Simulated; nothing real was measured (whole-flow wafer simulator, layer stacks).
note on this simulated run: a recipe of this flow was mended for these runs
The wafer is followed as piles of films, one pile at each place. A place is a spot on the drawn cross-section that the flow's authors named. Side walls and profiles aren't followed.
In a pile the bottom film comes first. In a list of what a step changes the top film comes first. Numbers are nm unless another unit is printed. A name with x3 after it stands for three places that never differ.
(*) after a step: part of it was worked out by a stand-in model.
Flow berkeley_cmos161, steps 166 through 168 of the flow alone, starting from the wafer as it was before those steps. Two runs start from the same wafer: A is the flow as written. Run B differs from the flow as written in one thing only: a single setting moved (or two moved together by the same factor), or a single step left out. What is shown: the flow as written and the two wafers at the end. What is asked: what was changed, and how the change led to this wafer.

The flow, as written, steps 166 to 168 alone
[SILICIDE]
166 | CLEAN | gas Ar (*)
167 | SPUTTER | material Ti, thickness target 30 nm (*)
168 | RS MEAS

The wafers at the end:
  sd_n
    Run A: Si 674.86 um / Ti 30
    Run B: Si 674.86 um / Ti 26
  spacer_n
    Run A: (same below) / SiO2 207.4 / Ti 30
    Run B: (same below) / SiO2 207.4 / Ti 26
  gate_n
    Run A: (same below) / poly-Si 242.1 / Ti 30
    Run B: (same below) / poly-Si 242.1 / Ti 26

The reason: step 167, SPUTTER: thickness target 26 nm was run, whereas the flow has thickness target 30 nm.
One can read it off the wafer: sd_n has Ti 26, and step 167 as written asks for 30 nm.

The path from the change to this, step by step:
  167 | SPUTTER | material Ti, thickness target 30 nm (*)
      field, sd_n, spacer_n, gate_n, sd_p, spacer_p, gate_p, contact x2: A Ti gains 30 (new film) | B Ti gains 26 (new film)
